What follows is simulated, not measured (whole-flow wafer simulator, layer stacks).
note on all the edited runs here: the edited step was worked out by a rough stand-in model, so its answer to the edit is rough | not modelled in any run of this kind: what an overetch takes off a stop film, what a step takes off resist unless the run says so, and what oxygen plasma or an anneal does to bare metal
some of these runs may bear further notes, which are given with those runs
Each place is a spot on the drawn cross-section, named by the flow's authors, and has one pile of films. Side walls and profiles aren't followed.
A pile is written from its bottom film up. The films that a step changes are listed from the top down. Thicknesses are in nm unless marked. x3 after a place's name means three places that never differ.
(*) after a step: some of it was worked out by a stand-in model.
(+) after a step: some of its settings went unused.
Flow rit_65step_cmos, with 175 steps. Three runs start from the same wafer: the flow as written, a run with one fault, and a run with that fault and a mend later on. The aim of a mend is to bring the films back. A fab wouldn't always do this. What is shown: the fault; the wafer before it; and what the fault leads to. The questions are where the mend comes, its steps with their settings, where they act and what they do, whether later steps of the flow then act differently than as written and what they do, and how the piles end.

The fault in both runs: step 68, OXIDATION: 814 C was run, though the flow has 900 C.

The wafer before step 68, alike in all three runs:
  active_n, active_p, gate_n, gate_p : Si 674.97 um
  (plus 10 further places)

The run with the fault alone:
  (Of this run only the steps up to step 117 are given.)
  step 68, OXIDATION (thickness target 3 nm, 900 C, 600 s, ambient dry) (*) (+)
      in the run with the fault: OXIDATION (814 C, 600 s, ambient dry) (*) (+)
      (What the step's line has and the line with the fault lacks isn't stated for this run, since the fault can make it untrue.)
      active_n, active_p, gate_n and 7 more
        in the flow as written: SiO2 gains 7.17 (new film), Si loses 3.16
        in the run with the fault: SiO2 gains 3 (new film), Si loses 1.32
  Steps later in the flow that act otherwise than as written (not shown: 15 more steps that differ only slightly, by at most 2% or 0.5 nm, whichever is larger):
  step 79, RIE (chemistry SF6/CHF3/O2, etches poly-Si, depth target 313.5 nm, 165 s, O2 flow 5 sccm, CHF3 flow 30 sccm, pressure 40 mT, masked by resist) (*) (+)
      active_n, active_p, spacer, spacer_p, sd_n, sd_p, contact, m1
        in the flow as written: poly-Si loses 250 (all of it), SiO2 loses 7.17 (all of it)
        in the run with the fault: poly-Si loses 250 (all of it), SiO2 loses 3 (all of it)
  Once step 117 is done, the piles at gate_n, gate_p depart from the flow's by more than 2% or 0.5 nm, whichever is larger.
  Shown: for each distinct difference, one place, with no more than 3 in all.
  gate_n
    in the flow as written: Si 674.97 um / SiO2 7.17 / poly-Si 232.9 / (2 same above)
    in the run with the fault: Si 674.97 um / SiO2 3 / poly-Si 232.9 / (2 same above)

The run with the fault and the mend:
  The mend follows step 69.
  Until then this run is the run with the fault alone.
  step 69a, OXIDATION (900 C, 488.4 s, ambient dry) (*) (+) (the flow's step 68, run once more with other settings)
      active_n, active_p, gate_n and 7 more
        SiO2 gains 4, Si loses 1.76
  Every later step of the flow that is run acts as written, at every place that is followed, to within 2% or 0.5 nm, whichever is larger.
  When the end is reached, the piles differ only a little from the flow's at the places that both follow, at most by 2% or 0.5 nm, whichever is larger.
